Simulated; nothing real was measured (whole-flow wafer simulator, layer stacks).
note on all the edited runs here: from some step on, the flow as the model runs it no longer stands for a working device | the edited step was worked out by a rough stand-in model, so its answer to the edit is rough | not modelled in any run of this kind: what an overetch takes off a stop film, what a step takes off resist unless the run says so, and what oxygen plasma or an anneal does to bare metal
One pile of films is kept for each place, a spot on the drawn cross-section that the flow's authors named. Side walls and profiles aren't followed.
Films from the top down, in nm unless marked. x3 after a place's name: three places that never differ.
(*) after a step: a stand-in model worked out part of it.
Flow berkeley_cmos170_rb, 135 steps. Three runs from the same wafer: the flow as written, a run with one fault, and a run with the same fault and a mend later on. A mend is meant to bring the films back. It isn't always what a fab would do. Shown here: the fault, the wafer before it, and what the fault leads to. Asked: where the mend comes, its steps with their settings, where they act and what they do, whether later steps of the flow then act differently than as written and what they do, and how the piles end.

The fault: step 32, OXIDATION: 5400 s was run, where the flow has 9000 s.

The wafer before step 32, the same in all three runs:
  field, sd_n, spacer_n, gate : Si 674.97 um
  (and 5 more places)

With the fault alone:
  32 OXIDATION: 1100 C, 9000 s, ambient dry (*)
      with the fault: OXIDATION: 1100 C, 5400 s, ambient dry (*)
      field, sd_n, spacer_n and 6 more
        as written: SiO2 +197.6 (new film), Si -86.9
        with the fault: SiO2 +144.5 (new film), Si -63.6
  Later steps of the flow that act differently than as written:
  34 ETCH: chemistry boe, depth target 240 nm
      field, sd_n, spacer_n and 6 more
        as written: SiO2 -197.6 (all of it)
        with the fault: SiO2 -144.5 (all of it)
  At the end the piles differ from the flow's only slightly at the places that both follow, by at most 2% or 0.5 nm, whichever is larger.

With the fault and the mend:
  The mend comes after step 32.
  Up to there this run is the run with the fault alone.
  32a OXIDATION: 1100 C, 3600 s, ambient dry (*) (the flow's step 32 once more, with other settings)
      field, sd_n, spacer_n and 6 more
        SiO2 +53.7, Si -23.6
  No later step of the flow acts differently than as written, at any place that is followed, by more than 2% or 0.5 nm, whichever is larger.
  At the end the piles differ from the flow's only slightly at the places that both follow, by at most 2% or 0.5 nm, whichever is larger.
